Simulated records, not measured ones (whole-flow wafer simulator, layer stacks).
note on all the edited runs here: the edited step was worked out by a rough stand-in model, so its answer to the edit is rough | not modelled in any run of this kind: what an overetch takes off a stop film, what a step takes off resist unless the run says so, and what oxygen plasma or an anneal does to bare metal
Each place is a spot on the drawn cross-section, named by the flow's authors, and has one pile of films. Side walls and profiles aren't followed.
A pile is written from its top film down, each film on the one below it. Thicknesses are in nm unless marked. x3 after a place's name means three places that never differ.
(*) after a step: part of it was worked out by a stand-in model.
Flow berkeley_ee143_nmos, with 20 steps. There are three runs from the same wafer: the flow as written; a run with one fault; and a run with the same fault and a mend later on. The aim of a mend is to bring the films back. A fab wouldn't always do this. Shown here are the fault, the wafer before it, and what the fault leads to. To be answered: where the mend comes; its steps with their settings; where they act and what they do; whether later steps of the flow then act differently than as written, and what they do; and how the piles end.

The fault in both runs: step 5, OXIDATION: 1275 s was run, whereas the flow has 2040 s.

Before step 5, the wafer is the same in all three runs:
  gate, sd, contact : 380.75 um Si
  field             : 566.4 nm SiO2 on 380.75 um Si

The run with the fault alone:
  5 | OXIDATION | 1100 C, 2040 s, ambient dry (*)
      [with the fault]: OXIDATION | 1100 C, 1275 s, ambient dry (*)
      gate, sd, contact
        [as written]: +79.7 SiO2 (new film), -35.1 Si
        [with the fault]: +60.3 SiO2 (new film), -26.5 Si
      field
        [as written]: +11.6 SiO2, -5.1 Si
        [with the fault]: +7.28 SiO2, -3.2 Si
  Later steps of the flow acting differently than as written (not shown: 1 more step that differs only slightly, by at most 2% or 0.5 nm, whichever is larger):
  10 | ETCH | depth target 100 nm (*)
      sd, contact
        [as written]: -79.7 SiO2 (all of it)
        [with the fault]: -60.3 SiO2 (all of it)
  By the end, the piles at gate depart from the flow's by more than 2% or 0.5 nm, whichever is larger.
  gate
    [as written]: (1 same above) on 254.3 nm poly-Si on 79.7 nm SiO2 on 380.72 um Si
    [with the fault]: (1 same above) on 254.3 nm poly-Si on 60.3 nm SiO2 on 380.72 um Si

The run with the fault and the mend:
  The mend stands after step 5.
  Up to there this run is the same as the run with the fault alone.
  5a | OXIDATION | 1100 C, 765 s, ambient dry (*) (the flow's step 5 again, with other settings)
      gate, sd, contact
        +19.5 SiO2, -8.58 Si
      field
        +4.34 SiO2, -1.91 Si
  Later steps of the flow that are run all act as written at every place that is followed, up to a difference of at most 2% or 0.5 nm, whichever is larger.
  The piles end only slightly different from the flow's at the places that both follow, by no more than 2% or 0.5 nm, whichever is larger.
